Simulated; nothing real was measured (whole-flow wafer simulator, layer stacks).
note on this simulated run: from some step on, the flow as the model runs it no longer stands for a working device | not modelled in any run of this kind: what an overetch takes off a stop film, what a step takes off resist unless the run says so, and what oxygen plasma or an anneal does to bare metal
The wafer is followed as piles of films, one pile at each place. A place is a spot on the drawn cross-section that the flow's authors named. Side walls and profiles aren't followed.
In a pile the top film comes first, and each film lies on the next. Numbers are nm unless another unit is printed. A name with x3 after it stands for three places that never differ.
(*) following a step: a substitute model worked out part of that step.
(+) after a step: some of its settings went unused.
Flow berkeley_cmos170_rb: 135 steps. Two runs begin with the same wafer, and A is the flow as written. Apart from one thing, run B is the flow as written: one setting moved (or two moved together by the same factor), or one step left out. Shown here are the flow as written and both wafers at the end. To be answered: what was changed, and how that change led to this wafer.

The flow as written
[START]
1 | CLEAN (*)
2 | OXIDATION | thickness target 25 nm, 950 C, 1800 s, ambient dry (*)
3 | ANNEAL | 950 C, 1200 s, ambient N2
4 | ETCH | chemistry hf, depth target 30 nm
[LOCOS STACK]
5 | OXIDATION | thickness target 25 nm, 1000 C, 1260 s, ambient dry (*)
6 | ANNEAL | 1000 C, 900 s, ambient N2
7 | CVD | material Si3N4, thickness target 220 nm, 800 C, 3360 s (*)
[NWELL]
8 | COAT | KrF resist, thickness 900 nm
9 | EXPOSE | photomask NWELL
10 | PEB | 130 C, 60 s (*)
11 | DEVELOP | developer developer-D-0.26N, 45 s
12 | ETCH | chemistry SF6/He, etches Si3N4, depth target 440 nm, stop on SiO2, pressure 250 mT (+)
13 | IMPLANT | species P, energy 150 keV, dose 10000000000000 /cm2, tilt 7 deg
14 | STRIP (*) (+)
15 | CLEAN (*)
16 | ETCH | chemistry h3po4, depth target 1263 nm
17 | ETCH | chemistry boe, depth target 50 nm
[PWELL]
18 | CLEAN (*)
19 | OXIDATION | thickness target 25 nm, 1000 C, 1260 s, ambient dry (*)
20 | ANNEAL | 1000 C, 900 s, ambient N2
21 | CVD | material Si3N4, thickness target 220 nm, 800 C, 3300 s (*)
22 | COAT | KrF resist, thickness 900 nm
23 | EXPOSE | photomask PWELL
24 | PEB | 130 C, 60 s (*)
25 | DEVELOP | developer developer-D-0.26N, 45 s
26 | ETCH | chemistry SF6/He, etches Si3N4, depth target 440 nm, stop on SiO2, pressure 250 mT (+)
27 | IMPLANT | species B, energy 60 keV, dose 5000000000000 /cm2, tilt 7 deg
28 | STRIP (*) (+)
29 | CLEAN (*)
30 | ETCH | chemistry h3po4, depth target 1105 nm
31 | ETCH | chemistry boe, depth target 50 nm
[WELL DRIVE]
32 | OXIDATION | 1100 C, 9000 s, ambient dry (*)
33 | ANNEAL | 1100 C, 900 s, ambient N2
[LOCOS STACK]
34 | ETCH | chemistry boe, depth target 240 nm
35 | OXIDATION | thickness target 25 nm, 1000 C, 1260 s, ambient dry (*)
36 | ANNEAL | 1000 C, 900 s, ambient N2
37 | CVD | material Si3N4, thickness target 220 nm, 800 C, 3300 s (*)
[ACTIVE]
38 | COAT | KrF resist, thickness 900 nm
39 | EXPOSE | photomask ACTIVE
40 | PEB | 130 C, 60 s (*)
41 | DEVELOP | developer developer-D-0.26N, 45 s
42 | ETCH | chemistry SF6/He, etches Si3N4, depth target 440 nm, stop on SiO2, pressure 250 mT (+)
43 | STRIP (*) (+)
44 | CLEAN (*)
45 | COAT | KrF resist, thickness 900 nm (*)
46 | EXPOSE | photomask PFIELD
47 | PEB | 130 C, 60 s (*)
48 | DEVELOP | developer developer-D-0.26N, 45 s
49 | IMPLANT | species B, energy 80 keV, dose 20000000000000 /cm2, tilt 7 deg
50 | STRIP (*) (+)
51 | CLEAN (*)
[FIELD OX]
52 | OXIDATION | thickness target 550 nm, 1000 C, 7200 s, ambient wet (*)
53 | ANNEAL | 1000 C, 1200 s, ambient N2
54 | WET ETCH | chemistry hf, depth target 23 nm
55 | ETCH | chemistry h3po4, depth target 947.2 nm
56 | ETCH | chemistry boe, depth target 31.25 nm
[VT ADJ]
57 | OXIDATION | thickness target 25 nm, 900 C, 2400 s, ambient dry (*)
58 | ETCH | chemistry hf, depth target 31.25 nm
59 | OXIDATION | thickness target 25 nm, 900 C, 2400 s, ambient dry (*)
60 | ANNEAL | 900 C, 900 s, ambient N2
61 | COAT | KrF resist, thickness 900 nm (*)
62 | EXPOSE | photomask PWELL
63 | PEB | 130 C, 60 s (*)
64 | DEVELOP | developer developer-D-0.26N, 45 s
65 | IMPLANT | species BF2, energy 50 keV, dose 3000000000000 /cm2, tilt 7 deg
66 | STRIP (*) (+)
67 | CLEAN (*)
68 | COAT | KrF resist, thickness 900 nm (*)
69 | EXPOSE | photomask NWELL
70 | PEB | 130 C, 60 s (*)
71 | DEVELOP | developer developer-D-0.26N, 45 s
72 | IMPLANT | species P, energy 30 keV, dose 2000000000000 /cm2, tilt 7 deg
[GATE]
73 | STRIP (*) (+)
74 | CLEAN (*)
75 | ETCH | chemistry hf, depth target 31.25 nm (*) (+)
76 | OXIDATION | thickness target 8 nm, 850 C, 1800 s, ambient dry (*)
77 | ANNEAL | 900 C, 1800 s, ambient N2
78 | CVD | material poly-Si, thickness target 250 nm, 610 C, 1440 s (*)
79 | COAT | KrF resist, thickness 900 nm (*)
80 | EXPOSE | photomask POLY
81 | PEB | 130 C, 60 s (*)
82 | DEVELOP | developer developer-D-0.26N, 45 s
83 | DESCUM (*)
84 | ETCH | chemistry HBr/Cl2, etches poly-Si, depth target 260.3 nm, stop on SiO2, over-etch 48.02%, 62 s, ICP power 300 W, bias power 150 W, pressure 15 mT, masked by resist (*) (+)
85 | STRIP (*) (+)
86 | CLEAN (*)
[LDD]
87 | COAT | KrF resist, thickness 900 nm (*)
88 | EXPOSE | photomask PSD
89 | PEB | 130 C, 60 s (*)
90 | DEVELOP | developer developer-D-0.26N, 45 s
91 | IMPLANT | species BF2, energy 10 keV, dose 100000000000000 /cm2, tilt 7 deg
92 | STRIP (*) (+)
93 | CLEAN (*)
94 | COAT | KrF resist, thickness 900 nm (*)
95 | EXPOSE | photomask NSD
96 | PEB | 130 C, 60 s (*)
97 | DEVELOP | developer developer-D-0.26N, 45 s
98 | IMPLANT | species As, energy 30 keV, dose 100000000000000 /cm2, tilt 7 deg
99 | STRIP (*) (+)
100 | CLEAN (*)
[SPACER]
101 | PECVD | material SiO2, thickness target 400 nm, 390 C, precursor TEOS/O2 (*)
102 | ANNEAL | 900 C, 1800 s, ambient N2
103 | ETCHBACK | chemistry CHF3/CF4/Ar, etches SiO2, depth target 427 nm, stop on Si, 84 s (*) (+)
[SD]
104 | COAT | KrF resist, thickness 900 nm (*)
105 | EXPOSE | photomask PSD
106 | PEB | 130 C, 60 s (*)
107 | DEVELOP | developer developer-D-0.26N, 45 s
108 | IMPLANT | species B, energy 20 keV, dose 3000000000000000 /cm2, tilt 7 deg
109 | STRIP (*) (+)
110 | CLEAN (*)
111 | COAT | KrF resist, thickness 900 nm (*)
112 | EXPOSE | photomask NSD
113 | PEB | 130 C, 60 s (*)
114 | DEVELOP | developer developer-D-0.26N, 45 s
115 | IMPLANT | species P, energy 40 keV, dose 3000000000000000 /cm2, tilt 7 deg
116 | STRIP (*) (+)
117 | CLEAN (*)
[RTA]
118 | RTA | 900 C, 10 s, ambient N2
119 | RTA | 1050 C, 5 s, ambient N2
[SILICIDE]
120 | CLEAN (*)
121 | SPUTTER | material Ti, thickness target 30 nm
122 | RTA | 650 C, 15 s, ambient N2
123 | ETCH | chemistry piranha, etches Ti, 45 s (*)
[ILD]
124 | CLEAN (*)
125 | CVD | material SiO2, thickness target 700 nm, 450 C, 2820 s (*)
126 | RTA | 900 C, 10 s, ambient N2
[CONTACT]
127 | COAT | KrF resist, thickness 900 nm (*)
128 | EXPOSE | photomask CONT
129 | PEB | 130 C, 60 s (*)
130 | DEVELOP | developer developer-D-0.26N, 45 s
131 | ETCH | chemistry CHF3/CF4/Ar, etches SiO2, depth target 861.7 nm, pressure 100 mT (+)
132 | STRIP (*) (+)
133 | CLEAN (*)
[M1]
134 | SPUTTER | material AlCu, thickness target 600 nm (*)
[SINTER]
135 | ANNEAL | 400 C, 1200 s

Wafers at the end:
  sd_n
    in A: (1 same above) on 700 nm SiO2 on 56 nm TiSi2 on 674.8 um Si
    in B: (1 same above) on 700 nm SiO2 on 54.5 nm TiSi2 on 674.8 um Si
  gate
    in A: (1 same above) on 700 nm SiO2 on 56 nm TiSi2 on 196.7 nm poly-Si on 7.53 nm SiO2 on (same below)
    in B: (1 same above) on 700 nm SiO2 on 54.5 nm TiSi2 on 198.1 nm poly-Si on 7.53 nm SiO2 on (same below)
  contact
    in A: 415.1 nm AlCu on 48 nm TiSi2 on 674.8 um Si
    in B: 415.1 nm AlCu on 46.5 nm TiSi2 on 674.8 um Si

What caused this: step 122, RTA: 7 s was run, whereas the flow has 15 s.

The path from the change to this, step by step:
  122 | RTA | 650 C, 15 s, ambient N2
      sd_n, contact, m1: A -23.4 Ti, +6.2 TiSi first (new film), +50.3 TiSi2 C49 (new film), -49 Si | B -22.8 Ti, +23.6 TiSi first (new film), +22.8 TiSi2 C49 (new film), -36 Si
      gate, gate_p: A -23.4 Ti, +6.2 TiSi first (new film), +50.3 TiSi2 C49 (new film), -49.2 poly-Si | B -22.8 Ti, +23.6 TiSi first (new film), +22.8 TiSi2 C49 (new film), -36.2 poly-Si
      (also at 1 further place)
  123 | ETCH | chemistry piranha, etches Ti, 45 s (*)
      sd_n, gate, gate_p, contact, m1: A -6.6 Ti (all of it) | B -7.23 Ti (all of it)
  126 | RTA | 900 C, 10 s, ambient N2
      sd_n, contact, m1: A under 1 film: +56 TiSi2 (new film), -6.2 TiSi first (all of it), -50.3 TiSi2 C49 (all of it), -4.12 Si | B under 1 film: +54.5 TiSi2 (new film), -23.6 TiSi first (all of it), -22.8 TiSi2 C49 (all of it), -15.7 Si
      gate, gate_p: A under 1 film: +56 TiSi2 (new film), -6.2 TiSi first (all of it), -50.3 TiSi2 C49 (all of it), -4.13 poly-Si | B under 1 film: +54.5 TiSi2 (new film), -23.6 TiSi first (all of it), -22.8 TiSi2 C49 (all of it), -15.7 poly-Si
      (also at 1 further place)
